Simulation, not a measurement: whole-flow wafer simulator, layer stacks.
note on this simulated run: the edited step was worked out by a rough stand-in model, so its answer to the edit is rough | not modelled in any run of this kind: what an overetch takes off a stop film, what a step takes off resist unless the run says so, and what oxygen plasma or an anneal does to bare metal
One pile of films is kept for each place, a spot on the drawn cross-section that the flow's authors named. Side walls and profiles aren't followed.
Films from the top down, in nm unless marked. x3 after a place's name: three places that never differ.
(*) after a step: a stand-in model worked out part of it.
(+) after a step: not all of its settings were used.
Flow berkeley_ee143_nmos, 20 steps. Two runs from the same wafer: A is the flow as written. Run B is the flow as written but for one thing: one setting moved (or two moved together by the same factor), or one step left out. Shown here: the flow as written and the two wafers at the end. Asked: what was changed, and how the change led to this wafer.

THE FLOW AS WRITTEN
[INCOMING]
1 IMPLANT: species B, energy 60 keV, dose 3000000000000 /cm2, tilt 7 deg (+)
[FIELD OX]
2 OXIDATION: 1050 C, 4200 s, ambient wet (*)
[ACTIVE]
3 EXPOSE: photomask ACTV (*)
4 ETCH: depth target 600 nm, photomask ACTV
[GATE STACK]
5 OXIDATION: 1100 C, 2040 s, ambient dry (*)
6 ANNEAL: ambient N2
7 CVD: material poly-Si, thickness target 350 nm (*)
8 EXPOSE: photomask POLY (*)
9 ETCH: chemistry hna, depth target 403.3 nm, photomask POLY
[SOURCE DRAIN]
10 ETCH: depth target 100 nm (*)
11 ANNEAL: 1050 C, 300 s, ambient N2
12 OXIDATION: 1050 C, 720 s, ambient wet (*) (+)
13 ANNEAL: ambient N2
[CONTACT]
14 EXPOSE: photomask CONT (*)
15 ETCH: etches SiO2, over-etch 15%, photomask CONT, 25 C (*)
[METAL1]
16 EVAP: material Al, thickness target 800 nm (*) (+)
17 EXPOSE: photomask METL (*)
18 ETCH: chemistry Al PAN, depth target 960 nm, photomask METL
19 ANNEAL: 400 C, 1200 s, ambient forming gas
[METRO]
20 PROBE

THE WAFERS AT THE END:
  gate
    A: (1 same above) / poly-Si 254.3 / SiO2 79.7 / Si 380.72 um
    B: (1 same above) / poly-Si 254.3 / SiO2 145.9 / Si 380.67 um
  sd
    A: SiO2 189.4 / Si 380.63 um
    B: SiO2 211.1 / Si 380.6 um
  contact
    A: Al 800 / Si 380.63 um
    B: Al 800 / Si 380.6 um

The cause: step 2, OXIDATION: 1102 C was run, where the flow has 1050 C.

How the change led to this, step by step:
  2 OXIDATION: 1050 C, 4200 s, ambient wet (*)
      gate, sd, contact, field: A SiO2 +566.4 (new film), chemical SiO2 -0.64 (all of it), Si -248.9 | B SiO2 +709.4 (new film), chemical SiO2 -0.64 (all of it), Si -311.9
  4 ETCH: depth target 600 nm, photomask ACTV
      gate, sd, contact: A SiO2 -566.4 (all of it) | B SiO2 -600
  5 OXIDATION: 1100 C, 2040 s, ambient dry (*)
      gate, sd, contact: A SiO2 +79.7 (new film), Si -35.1 | B SiO2 +36.5, Si -16.1
      field: A SiO2 +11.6, Si -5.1 | B SiO2 +9.52, Si -4.19
  10 ETCH: depth target 100 nm (*)
      sd, contact: A SiO2 -79.7 (all of it) | B SiO2 -100
  12 OXIDATION: 1050 C, 720 s, ambient wet (*) (+)
      sd, contact: A SiO2 +189.4 (new film), Si -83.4 | B SiO2 +165.2, Si -72.7
      field: A SiO2 +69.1, Si -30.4 | B SiO2 +57.4, Si -25.3
  15 ETCH: etches SiO2, over-etch 15%, photomask CONT, 25 C (*)
      contact: A SiO2 -189.4 (all of it) | B SiO2 -211.1 (all of it)
